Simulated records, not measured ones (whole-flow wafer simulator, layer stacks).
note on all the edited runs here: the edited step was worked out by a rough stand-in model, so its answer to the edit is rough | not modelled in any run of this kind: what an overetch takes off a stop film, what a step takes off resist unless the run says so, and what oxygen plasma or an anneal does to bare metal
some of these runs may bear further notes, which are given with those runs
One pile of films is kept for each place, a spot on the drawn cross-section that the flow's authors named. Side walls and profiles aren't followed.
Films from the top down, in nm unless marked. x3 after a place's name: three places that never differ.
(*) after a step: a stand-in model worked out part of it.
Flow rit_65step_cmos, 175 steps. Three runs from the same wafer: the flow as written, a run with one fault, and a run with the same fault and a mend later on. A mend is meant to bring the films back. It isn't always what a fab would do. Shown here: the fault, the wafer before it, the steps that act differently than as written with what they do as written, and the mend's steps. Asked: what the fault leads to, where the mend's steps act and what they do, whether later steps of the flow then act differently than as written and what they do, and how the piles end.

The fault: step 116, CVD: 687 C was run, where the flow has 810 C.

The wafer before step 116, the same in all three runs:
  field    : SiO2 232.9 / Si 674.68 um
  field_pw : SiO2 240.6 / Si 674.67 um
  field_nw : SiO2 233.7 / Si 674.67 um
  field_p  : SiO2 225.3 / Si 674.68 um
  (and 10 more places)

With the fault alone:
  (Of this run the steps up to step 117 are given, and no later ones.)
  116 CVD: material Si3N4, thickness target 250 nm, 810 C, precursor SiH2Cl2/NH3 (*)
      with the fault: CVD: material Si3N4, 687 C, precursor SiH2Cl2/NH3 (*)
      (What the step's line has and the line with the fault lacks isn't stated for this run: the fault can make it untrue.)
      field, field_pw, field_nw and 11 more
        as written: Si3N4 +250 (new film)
        with the fault: Si3N4 +27 (new film)
  No later step of the flow up to step 117 acts differently than as written at any place that is followed.
  After step 117 the piles differ from the flow's by more than 2% or 0.5 nm, whichever is larger, at field, field_pw, field_nw and 11 more.
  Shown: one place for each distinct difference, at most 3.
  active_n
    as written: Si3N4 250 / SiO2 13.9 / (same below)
    with the fault: Si3N4 27 / SiO2 13.9 / (same below)
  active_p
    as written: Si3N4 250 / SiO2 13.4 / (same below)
    with the fault: Si3N4 27 / SiO2 13.4 / (same below)
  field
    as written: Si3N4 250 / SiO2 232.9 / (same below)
    with the fault: Si3N4 27 / SiO2 232.9 / (same below)

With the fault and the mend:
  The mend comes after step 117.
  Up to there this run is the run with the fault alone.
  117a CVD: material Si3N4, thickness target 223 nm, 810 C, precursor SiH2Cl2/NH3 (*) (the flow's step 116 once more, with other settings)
      field, field_pw, field_nw and 11 more
        Si3N4 +223
  No later step of the flow acts differently than as written, at any place that is followed, by more than 2% or 0.5 nm, whichever is larger.
  At the end the piles are the same as the flow's at every place that both follow.
